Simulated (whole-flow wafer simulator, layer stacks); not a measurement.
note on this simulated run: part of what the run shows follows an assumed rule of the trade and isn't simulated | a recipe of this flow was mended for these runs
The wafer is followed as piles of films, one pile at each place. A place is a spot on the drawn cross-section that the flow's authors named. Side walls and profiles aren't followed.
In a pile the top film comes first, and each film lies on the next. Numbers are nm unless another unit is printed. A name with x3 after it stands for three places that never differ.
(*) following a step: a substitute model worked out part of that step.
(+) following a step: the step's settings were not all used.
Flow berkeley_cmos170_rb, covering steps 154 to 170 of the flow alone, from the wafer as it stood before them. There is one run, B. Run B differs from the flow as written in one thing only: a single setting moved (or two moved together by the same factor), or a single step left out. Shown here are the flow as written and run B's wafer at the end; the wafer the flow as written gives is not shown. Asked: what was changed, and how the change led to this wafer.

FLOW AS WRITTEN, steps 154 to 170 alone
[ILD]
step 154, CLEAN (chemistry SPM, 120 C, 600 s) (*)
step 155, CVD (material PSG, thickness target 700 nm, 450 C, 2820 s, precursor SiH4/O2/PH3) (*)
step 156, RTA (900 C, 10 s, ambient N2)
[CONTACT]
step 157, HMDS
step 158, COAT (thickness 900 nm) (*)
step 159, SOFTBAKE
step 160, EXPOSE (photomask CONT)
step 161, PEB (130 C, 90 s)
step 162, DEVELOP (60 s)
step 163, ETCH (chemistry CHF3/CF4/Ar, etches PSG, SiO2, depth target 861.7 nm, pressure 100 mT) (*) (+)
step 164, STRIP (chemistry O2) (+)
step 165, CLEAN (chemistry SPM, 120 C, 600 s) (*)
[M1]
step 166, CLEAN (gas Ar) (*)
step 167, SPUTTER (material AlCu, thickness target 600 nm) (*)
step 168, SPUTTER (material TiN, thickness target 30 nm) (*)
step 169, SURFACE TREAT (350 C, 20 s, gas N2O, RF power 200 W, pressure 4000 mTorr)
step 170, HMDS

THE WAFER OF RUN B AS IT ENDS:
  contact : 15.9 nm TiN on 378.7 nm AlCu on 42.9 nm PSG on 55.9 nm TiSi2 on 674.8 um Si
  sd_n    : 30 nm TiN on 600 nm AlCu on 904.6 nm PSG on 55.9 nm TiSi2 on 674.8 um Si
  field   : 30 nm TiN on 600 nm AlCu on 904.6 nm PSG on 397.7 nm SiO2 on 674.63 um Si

What caused this: step 155, CVD: thickness target 910 nm was run, whereas the flow has thickness target 700 nm; step 155, CVD: 3666 s was run, where the flow has 2820 s.

Step by step, how the change led to this:
  step 155, CVD (material PSG, thickness target 700 nm, 450 C, 2820 s, precursor SiH4/O2/PH3) (*)
      field, sd_n, spacer_n, gate, spacer_p, gate_p, contact, m1: PSG gains 910 (new film) (in the flow as written it would be: PSG gains 700 (new film))
      sd_p: PSG gains 910 (new film) (in the flow as written it would be: PSG gains 664.1 (new film))
  step 158, COAT (thickness 900 nm) (*)
      sd_p: KrF-resist gains 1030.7 (new film) (in the flow as written it would be: KrF-resist gains 1055.8 (new film))
  step 163, ETCH (chemistry CHF3/CF4/Ar, etches PSG, SiO2, depth target 861.7 nm, pressure 100 mT) (*) (+)
      contact: PSG loses 861.7 (in the flow as written it would be: PSG loses 700 (all of it), TiSi2 loses 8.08)
  step 164, STRIP (chemistry O2) (+)
      sd_p: KrF-resist loses 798 (all of it) (in the flow as written it would be: KrF-resist loses 823 (all of it))
  step 166, CLEAN (gas Ar) (*)
      contact: PSG loses 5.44 (in the flow as written it would be: TiSi2 loses 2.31)
  step 167, SPUTTER (material AlCu, thickness target 600 nm) (*)
      sd_p: AlCu gains 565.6 (new film) (in the flow as written it would be: AlCu gains 549.6 (new film))
      contact: AlCu gains 378.7 (new film) (in the flow as written it would be: AlCu gains 415.5 (new film))
  step 168, SPUTTER (material TiN, thickness target 30 nm) (*)
      sd_p: TiN gains 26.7 (new film) (in the flow as written it would be: TiN gains 25.8 (new film))
